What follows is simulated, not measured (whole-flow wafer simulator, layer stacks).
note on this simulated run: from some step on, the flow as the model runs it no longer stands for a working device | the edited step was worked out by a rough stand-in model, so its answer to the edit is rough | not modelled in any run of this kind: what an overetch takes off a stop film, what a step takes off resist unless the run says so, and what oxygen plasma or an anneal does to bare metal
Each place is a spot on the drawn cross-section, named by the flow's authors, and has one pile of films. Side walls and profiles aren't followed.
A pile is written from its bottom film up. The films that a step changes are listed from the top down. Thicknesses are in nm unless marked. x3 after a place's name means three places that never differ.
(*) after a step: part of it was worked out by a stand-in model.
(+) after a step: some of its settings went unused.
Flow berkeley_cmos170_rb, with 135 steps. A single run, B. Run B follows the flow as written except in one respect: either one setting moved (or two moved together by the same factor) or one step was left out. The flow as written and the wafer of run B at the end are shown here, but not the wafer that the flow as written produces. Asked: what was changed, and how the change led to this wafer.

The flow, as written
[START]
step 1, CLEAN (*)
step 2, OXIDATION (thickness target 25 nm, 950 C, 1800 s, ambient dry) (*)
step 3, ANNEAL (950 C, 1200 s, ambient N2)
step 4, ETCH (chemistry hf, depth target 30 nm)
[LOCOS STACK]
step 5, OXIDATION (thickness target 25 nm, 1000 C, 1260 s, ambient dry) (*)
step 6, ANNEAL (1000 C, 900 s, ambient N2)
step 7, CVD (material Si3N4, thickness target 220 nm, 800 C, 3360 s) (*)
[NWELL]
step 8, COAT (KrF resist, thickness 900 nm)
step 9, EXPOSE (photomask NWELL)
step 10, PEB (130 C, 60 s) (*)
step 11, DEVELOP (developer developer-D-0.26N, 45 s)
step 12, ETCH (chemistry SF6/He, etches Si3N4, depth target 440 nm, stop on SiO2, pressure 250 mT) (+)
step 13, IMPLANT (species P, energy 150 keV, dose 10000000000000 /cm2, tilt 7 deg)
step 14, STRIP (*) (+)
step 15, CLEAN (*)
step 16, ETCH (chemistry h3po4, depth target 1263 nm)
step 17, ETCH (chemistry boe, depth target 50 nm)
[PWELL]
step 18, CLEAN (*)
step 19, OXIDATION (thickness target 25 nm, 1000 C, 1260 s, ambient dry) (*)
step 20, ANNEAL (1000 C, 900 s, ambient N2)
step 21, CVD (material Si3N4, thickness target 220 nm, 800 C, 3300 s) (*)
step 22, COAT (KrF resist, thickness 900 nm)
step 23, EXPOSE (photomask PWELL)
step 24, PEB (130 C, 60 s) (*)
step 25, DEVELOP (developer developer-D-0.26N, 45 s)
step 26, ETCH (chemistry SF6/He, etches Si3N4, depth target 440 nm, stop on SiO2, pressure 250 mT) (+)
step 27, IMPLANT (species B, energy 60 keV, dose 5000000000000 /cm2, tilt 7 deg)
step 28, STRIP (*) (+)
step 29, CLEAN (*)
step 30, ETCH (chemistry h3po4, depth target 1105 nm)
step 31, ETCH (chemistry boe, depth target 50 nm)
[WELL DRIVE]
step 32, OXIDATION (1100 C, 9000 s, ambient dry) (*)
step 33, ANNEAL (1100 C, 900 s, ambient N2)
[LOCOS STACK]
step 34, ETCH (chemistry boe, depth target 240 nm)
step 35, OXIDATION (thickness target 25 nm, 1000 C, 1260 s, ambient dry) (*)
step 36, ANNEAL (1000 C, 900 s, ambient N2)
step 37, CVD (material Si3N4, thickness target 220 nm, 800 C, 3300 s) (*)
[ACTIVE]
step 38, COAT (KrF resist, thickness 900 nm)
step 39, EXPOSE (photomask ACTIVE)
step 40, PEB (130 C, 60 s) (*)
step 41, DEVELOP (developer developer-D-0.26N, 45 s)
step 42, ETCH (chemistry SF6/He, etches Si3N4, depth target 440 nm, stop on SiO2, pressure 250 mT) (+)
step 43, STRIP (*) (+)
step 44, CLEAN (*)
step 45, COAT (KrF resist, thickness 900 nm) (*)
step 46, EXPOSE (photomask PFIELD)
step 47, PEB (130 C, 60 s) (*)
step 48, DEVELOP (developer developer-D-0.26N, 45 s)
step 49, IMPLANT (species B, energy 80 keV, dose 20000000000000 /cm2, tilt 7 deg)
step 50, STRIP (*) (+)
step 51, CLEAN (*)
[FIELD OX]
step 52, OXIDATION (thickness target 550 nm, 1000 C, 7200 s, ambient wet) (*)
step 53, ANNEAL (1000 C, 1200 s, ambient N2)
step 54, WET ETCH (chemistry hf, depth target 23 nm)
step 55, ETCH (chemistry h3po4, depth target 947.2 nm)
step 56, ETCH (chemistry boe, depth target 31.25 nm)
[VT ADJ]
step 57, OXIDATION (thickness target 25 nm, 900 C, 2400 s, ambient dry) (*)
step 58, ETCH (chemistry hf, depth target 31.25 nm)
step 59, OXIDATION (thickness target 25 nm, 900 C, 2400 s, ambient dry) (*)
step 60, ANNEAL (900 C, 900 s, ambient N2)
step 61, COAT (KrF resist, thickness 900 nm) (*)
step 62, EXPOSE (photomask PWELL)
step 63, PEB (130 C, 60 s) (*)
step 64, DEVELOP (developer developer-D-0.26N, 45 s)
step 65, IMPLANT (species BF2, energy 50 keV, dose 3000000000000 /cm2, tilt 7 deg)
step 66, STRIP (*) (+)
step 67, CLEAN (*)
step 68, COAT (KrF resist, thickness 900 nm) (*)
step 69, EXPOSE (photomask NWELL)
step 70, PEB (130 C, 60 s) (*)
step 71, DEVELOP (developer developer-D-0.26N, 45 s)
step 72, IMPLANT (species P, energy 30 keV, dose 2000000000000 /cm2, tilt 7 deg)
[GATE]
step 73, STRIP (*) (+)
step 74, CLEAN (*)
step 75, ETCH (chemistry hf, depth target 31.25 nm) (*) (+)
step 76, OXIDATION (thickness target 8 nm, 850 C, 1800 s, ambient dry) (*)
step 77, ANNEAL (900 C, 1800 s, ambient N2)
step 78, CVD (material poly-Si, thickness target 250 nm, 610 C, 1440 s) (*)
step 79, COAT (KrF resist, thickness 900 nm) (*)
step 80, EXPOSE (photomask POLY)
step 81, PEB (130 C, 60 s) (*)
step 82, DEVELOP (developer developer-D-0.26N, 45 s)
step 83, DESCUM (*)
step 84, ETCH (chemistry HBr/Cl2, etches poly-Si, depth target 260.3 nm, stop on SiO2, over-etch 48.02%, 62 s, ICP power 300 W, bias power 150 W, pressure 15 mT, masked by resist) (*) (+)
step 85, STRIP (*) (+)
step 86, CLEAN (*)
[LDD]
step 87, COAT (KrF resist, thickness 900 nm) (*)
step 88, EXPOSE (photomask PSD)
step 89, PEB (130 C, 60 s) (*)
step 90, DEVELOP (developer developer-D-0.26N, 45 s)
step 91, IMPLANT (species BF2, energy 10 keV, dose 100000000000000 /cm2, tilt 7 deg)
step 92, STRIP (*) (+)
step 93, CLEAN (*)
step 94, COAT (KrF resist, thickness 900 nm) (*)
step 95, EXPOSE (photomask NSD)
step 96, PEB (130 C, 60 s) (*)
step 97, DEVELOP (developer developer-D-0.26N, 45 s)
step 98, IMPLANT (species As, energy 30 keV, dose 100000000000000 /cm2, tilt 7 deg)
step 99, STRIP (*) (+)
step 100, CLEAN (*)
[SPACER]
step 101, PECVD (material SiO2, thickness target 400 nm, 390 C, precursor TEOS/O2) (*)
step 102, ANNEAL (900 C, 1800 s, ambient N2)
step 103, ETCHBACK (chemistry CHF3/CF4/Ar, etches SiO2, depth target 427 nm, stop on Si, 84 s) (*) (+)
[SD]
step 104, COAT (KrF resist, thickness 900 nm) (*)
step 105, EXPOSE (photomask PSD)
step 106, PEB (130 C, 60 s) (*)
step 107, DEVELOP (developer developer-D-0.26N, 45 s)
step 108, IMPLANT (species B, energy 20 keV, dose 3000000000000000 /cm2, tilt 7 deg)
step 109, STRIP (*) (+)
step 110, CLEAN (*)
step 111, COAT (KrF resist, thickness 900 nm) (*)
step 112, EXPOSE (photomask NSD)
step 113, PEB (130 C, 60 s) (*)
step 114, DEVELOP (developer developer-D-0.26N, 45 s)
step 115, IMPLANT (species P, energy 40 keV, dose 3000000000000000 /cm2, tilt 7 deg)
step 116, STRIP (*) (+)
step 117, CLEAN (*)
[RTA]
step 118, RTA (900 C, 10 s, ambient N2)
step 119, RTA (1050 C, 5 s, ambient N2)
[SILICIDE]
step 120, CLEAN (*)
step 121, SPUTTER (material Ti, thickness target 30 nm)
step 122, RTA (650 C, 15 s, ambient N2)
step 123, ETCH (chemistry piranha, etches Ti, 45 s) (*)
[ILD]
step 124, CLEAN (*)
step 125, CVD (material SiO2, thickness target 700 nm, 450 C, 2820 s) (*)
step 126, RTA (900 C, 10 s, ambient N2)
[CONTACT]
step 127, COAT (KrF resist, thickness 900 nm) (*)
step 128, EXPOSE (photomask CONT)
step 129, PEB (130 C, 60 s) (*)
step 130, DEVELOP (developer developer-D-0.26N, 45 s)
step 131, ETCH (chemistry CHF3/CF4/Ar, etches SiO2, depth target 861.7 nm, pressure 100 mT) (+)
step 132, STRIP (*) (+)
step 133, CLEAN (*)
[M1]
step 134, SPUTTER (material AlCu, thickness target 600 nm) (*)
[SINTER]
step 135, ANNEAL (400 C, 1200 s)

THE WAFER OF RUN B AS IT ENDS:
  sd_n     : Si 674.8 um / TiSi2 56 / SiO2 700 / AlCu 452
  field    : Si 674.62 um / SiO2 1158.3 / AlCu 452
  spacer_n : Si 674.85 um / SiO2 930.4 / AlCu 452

The reason: step 134, SPUTTER: thickness target 452 nm was run, though the flow has thickness target 600 nm.
The wafer lets one read it off: sd_n has AlCu 452, and step 134 as written asks for 600 nm.

The path from the change to this, step by step:
  step 134, SPUTTER (material AlCu, thickness target 600 nm) (*)
      field, sd_n, spacer_n, gate, spacer_p, gate_p, m1: +452 AlCu (new film) (in the flow as written it would be: +600 AlCu (new film))
      sd_p: +406.2 AlCu (new film) (in the flow as written it would be: +545.9 AlCu (new film))
      (and at 1 other place as well)
